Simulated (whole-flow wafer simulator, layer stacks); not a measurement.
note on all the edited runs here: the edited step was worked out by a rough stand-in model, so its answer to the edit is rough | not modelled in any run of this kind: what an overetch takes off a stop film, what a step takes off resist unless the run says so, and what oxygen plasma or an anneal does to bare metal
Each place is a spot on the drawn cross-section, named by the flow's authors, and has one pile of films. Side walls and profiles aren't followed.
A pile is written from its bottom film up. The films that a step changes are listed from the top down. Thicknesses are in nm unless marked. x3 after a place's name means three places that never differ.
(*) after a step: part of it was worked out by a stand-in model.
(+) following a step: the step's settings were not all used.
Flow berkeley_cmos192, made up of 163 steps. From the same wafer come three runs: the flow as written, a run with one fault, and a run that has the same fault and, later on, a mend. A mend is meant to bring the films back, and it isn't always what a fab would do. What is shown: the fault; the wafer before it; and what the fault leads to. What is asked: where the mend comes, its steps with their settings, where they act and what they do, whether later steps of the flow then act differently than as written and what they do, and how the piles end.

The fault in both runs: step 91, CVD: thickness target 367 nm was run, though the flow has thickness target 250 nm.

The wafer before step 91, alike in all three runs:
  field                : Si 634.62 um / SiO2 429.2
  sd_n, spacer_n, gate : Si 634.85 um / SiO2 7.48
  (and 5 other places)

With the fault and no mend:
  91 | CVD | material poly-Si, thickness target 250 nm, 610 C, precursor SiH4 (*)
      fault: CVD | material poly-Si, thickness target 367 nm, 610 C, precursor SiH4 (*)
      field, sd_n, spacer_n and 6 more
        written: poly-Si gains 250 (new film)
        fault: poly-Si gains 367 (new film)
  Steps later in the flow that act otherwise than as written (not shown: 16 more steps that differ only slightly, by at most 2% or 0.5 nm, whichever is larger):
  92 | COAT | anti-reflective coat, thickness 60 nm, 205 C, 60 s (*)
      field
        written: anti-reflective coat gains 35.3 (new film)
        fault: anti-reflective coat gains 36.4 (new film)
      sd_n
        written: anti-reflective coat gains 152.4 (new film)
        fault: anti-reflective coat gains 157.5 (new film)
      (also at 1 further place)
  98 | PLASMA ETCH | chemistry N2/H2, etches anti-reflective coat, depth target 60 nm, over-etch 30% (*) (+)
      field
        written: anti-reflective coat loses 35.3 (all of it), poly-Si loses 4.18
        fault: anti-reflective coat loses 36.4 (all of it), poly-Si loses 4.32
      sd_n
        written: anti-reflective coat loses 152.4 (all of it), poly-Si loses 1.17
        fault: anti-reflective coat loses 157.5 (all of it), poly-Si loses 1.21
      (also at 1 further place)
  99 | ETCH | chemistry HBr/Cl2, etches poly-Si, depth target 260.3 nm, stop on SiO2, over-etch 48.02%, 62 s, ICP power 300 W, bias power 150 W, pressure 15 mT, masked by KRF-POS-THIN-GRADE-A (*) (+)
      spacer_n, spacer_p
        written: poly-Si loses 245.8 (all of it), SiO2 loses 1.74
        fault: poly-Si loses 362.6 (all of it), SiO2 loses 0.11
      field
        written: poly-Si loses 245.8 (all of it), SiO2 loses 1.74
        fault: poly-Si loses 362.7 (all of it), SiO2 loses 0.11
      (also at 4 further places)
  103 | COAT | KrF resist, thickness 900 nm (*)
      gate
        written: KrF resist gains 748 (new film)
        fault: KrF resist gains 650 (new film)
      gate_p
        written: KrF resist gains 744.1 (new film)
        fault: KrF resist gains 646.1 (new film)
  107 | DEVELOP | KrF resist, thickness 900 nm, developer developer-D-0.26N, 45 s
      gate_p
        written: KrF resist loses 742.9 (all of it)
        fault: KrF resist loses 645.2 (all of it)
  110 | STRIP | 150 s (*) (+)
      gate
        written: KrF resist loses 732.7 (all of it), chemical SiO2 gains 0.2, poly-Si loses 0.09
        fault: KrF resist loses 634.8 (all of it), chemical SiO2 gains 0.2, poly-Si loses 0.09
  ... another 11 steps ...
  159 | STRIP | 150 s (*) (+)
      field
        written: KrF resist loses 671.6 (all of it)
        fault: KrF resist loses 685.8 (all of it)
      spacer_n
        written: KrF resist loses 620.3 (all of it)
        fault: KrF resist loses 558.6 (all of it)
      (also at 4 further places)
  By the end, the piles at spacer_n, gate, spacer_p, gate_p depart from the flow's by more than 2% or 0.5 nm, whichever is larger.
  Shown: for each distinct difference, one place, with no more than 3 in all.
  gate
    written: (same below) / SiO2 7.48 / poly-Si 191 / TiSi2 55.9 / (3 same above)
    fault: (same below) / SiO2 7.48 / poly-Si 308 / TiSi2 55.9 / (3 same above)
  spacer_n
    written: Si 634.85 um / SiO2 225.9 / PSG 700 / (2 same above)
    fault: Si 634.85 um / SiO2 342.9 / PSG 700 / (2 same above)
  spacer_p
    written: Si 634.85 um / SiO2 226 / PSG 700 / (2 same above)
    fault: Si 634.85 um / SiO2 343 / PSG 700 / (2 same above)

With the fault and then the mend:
  The mend stands after step 91.
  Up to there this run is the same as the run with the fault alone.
  91a | ETCH | chemistry tmah, depth target 117 nm
      field, sd_n, spacer_n and 6 more
        poly-Si loses 117
  None of the later steps of the flow acts differently than as written at any place that is followed.
  At every place that both follow, the piles at the end match the flow's.
